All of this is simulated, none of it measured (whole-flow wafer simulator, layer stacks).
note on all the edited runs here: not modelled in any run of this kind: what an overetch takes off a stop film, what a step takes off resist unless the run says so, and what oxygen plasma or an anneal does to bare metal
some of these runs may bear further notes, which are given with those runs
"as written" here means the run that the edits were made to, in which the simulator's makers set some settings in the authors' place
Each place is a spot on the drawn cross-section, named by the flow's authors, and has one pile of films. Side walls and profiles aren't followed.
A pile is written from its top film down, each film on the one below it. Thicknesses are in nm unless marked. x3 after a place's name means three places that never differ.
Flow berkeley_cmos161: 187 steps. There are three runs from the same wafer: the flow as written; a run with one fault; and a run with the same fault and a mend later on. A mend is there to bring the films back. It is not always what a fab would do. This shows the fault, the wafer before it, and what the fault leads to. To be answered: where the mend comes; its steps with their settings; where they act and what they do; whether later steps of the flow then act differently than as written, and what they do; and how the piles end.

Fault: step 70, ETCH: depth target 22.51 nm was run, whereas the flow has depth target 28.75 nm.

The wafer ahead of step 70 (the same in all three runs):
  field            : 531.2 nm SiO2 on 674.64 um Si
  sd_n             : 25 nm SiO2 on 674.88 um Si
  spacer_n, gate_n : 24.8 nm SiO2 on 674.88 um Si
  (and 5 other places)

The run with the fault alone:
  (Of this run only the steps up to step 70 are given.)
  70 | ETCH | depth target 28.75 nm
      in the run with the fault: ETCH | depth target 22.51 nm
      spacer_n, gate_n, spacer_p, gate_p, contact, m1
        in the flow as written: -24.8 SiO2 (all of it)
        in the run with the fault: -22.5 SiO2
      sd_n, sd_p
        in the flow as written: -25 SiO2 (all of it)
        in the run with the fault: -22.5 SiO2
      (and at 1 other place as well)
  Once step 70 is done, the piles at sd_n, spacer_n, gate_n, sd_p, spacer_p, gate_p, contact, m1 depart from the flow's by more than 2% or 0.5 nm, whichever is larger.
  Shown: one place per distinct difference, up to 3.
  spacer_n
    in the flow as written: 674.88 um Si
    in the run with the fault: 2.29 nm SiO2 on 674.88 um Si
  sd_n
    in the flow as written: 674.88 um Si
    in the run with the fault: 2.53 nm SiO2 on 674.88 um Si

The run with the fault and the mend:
  The mend stands after step 70.
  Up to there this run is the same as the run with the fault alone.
  70a | ETCH | depth target 6.239 nm (the flow's step 70 again, with other settings)
      spacer_n, gate_n, spacer_p, gate_p, contact, m1
        -2.29 SiO2 (all of it)
      sd_n, sd_p
        -2.53 SiO2 (all of it)
      field
        -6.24 SiO2
  Every later step of the flow that is run acts as written at every place that is followed.
  At every place that both follow, the piles at the end match the flow's.
